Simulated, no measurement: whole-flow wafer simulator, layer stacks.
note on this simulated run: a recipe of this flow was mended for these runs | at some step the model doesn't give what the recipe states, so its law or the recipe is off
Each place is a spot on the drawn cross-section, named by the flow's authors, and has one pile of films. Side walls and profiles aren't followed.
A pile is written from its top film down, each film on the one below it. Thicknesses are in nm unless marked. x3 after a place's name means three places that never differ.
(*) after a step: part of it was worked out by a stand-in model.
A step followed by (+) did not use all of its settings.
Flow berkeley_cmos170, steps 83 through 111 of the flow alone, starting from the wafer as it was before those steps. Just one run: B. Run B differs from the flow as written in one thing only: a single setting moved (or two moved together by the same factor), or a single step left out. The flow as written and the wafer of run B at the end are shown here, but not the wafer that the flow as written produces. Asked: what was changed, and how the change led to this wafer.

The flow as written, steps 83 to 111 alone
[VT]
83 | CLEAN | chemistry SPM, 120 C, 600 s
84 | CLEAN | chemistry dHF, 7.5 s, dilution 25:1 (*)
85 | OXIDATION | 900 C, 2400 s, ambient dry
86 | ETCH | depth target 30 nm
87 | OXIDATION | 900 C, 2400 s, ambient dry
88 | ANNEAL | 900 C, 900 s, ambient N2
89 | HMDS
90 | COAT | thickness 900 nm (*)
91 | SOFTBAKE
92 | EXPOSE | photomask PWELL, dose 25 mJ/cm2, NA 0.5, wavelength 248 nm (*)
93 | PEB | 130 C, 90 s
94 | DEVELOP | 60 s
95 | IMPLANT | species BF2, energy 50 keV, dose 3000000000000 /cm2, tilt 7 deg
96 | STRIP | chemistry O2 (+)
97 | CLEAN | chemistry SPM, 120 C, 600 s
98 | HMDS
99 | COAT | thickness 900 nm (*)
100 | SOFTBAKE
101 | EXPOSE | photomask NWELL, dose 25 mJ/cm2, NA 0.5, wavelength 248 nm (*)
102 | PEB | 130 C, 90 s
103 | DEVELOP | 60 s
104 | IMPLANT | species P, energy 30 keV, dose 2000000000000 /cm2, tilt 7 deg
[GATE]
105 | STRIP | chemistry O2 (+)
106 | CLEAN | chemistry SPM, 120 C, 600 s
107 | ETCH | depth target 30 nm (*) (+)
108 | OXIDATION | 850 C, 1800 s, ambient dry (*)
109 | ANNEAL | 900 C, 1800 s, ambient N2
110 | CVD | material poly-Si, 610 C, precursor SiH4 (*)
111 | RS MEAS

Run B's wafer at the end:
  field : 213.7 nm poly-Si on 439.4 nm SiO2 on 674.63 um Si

What caused this: step 107, ETCH: depth target 19 nm was run, while the flow as written has depth target 30 nm.

The path from the change to this, step by step:
  107 | ETCH | depth target 30 nm (*) (+)
      field: -19 SiO2 (it would be, as written: -30 SiO2)
